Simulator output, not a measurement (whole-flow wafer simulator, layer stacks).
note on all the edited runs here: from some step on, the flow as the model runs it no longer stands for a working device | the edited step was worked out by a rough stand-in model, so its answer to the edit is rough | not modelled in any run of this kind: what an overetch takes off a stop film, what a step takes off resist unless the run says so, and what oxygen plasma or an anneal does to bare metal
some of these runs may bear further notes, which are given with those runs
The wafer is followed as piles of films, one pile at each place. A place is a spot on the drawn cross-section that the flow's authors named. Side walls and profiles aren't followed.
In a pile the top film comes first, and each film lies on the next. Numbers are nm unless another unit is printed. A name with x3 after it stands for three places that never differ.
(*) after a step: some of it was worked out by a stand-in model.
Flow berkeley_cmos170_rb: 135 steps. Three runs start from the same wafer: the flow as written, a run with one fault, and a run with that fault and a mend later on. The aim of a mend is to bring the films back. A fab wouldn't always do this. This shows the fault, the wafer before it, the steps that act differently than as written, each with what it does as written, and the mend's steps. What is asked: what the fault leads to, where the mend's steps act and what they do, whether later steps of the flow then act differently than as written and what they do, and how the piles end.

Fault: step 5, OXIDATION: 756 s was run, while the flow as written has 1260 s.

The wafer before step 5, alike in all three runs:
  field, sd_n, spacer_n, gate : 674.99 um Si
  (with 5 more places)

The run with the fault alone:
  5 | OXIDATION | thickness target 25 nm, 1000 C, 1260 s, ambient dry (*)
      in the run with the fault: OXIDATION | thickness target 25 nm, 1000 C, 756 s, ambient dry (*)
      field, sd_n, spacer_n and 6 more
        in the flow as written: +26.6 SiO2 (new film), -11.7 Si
        in the run with the fault: +20.2 SiO2 (new film), -8.91 Si
  Later steps of the flow acting differently than as written:
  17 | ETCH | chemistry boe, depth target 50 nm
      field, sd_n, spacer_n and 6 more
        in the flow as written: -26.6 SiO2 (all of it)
        in the run with the fault: -20.2 SiO2 (all of it)
  At the end the piles are close to the flow's at the places that both follow, differing by at most 2% or 0.5 nm, whichever is larger.

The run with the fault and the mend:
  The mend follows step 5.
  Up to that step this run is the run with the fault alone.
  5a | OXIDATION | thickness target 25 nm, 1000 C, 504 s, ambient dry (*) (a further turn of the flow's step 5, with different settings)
      field, sd_n, spacer_n and 6 more
        +6.3 SiO2, -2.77 Si
  None of the later steps of the flow acts differently than as written at any place that is followed.
  By the end, the piles equal the flow's at every place that both follow.
